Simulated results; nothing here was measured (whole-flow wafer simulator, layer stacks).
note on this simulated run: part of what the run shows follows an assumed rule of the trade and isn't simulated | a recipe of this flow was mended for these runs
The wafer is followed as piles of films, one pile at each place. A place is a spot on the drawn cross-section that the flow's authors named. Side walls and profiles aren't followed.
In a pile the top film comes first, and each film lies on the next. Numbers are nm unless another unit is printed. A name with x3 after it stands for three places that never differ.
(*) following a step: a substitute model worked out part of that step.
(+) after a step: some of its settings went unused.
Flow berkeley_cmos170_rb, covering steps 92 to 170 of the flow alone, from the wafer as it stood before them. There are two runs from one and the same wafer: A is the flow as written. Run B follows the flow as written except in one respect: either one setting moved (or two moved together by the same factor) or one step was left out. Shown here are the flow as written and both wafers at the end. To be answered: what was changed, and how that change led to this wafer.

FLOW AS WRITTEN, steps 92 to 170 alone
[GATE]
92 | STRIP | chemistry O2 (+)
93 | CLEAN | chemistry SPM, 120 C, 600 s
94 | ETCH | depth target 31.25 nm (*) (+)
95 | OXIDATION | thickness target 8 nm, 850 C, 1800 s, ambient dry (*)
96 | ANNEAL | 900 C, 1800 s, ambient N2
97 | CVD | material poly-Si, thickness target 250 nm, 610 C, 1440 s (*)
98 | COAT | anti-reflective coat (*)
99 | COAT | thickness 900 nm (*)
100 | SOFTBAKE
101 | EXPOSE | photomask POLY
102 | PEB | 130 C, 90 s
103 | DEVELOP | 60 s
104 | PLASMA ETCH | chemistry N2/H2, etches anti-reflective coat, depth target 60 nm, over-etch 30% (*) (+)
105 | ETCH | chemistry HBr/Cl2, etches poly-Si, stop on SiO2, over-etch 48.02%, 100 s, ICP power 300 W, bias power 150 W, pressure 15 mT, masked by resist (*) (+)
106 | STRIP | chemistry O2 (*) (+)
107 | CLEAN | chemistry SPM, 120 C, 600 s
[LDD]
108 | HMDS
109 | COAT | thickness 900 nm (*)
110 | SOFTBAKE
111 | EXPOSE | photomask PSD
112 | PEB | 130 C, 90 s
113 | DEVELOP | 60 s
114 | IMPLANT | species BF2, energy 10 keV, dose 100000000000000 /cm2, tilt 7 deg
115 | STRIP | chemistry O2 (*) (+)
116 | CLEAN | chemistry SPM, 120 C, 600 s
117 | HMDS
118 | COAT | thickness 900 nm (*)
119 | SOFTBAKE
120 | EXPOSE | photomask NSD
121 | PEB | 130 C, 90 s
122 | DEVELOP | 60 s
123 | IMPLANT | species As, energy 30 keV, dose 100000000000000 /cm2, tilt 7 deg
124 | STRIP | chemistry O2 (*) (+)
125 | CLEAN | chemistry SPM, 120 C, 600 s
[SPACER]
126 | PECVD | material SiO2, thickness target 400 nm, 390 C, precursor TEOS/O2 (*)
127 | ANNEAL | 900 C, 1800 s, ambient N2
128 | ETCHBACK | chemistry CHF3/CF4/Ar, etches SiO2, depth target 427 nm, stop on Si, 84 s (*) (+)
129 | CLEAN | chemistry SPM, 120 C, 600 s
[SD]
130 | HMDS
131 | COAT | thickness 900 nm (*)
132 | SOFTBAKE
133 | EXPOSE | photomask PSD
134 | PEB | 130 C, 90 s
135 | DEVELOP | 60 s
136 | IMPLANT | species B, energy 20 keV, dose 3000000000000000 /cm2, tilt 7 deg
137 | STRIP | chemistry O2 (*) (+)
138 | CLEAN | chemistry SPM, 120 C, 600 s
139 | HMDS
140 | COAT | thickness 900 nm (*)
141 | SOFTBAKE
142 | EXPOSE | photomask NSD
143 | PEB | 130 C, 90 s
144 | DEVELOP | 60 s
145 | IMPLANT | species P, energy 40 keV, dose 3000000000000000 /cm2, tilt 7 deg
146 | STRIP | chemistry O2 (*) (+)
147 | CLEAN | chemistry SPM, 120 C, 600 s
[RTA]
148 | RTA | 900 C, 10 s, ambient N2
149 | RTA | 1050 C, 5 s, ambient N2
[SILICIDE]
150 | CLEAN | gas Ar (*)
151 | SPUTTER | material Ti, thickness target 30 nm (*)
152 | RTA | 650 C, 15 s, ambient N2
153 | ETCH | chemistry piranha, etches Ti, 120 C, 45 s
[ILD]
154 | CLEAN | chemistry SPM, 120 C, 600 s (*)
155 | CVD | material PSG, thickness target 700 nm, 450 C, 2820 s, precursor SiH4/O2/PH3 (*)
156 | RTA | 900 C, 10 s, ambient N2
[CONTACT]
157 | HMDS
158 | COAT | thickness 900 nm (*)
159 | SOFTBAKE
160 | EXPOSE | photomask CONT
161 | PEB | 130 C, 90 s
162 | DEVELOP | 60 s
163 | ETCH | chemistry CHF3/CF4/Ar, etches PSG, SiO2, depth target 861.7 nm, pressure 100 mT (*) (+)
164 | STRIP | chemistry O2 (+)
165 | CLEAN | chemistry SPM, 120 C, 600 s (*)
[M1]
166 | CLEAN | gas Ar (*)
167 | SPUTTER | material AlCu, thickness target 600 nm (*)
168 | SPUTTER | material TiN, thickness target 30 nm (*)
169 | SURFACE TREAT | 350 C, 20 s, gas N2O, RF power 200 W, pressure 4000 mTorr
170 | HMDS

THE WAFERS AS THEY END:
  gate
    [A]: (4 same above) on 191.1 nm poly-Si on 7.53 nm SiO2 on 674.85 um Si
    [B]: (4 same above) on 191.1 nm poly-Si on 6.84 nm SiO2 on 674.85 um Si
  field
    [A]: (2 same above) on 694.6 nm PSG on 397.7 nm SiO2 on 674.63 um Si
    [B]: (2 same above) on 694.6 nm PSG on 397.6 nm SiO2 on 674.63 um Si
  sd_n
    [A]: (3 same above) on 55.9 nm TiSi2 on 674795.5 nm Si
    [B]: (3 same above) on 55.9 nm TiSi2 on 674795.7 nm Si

Cause: step 95, OXIDATION: thickness target 6.8 nm was run, while the flow as written has thickness target 8 nm; step 95, OXIDATION: 1530 s was run, where the flow has 1800 s.

The path from the change to this, step by step:
  95 | OXIDATION | thickness target 8 nm, 850 C, 1800 s, ambient dry (*)
      sd_n, spacer_n, gate, sd_p, spacer_p, gate_p, contact, m1: A SiO2 gains 7.53 (new film), Si loses 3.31 | B SiO2 gains 6.84 (new film), Si loses 3.01
